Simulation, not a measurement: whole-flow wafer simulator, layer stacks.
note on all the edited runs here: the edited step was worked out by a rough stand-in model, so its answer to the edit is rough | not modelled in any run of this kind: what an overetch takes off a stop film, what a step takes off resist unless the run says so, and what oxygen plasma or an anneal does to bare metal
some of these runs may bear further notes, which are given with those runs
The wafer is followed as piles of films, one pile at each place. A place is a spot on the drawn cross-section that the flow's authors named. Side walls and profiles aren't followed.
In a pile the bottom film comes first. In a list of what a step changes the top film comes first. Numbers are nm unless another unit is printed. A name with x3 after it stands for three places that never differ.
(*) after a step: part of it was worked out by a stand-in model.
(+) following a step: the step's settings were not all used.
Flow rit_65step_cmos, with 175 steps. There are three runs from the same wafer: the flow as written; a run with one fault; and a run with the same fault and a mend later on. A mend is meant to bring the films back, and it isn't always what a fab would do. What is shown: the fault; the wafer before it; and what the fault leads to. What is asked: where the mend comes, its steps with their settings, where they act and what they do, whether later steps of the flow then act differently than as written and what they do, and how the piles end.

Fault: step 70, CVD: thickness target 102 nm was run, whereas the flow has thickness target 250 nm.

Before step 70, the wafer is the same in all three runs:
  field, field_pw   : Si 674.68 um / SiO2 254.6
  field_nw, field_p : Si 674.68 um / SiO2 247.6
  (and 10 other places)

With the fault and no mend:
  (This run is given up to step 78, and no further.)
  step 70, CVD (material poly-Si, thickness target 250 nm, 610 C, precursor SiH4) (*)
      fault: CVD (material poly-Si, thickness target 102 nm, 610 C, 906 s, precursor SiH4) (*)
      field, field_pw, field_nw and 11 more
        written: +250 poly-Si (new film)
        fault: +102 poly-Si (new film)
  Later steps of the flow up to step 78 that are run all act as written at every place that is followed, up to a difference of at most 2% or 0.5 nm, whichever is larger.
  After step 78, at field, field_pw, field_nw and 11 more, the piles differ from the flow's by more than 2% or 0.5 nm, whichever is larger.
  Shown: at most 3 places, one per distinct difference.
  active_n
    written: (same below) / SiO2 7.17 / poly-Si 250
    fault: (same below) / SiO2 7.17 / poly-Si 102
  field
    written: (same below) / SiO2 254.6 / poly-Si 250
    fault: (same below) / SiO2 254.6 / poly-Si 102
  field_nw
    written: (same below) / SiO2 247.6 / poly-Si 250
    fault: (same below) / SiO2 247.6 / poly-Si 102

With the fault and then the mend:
  The mend follows step 78.
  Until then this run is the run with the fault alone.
  step 78a, STRIP (resist, chemistry O2, 180 s) (*)
      field, field_pw, field_nw and 9 more
        +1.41 chemical SiO2 (new film), -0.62 poly-Si
      gate_n, gate_p
        +1.33 chemical SiO2 (new film), -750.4 resist (all of it), -0.59 poly-Si
  step 78b, CLEAN (chemistry SC2, 75 C, 600 s) (*) (the flow's step 66, run once more)
      alters no film at any place that is followed
  step 78c, CVD (material poly-Si, thickness target 148 nm, 610 C, precursor SiH4) (*) (the flow's step 70, run once more with other settings)
      field, field_pw, field_nw and 11 more
        +148 poly-Si (new film)
  step 78d, HMDS (140 C, 60 s) (the flow's step 72, run once more)
      alters no film at any place that is followed
  step 78e, COAT (resist, thickness 850 nm) (the flow's step 73, run once more)
      active_n, active_p, sd_p
        +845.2 resist (new film)
      gate_n, gate_p, sd_n
        +846.9 resist (new film)
      spacer, spacer_p
        +846.8 resist (new film)
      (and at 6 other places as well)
  step 78f, SOFTBAKE (resist, 90 C, 60 s) (the flow's step 74, run once more)
      alters no film at any place that is followed
  step 78g, EXPOSE (photomask M6, dose 380 mJ/cm2, NA 0.6, wavelength 365 nm) (the flow's step 75, run once more)
      alters no film at any place that is followed
  step 78h, PEB (resist, 110 C, 60 s) (the flow's step 76, run once more)
      gate_n, gate_p, spacer, spacer_p, sd_n, contact, m1
        -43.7 resist
      active_n, active_p, sd_p
        -43.6 resist
      field
        -45.3 resist
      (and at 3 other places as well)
  step 78i, DEVELOP (resist, thickness 850 nm, 50 s) (the flow's step 77, run once more)
      active_n, active_p
        -801.6 resist (all of it)
      spacer, spacer_p
        -803.1 resist (all of it)
      field
        -832.7 resist (all of it)
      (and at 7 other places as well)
  step 78j, HARDBAKE (resist, 140 C, 60 s) (the flow's step 78, run once more)
      gate_n, gate_p
        -52.7 resist
  Later steps of the flow acting differently than as written (33 more steps, not shown, differ only slightly: by at most 2% or 0.5 nm, whichever is larger):
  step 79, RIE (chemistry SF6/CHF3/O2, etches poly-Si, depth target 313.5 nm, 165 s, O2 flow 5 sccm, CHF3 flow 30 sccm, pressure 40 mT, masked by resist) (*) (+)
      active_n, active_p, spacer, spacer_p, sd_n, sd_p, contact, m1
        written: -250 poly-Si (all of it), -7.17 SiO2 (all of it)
        mend: -148 poly-Si (all of it), -1.41 chemical SiO2 (all of it), -101.4 poly-Si (all of it), -7.17 SiO2 (all of it)
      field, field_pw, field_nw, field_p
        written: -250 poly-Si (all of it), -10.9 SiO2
        mend: -148 poly-Si (all of it), -1.41 chemical SiO2 (all of it), -101.4 poly-Si (all of it), -9.65 SiO2
  At gate_n, gate_p, the piles at the end differ from the flow's by more than 2% or 0.5 nm, whichever is larger.
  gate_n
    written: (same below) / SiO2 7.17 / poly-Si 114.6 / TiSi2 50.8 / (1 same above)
    mend: (same below) / SiO2 7.17 / poly-Si 101.4 / chemical SiO2 1.33 / poly-Si 12.6 / TiSi2 50.8 / (1 same above)
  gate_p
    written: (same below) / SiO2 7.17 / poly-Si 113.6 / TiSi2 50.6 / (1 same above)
    mend: (same below) / SiO2 7.17 / poly-Si 101.4 / chemical SiO2 1.33 / poly-Si 11.6 / TiSi2 50.6 / (1 same above)
